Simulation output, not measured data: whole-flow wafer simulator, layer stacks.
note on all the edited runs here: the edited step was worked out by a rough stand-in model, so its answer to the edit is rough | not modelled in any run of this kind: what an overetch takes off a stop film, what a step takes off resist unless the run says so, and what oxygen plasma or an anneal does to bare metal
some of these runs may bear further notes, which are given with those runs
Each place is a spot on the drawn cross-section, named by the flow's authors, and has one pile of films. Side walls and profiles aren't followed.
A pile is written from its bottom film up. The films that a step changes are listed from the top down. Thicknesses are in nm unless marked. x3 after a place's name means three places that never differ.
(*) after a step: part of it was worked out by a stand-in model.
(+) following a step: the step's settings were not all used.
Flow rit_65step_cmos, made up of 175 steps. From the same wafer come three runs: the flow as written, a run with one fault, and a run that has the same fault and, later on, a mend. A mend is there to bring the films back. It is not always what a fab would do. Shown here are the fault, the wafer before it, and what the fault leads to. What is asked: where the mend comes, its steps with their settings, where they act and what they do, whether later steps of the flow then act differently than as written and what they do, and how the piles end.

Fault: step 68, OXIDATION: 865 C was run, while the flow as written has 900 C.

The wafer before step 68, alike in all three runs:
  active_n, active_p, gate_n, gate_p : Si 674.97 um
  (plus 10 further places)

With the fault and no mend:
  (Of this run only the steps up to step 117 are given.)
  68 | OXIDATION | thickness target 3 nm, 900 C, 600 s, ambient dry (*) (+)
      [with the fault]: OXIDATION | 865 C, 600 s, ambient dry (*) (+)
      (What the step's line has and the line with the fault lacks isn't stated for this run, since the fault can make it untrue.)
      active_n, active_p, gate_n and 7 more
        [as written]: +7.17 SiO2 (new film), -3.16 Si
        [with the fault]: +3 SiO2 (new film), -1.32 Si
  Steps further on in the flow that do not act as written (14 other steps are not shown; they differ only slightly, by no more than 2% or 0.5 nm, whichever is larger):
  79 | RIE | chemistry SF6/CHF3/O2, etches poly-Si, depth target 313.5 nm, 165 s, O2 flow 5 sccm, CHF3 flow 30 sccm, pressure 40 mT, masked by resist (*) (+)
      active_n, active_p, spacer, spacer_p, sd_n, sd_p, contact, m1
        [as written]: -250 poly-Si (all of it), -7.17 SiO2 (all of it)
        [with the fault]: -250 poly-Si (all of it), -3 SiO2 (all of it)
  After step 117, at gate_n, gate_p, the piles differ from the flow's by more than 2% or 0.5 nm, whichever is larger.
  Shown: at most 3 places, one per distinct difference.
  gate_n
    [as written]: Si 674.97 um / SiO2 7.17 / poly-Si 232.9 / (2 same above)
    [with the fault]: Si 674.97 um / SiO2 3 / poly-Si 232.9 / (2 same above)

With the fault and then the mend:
  After step 69 comes the mend.
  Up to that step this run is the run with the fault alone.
  69a | OXIDATION | 900 C, 488.4 s, ambient dry (*) (+) (the flow's step 68 again, with other settings)
      active_n, active_p, gate_n and 7 more
        +4 SiO2, -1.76 Si
  Later steps of the flow that are run all act as written at every place that is followed, up to a difference of at most 2% or 0.5 nm, whichever is larger.
  At the end the piles are close to the flow's at the places that both follow, differing by at most 2% or 0.5 nm, whichever is larger.
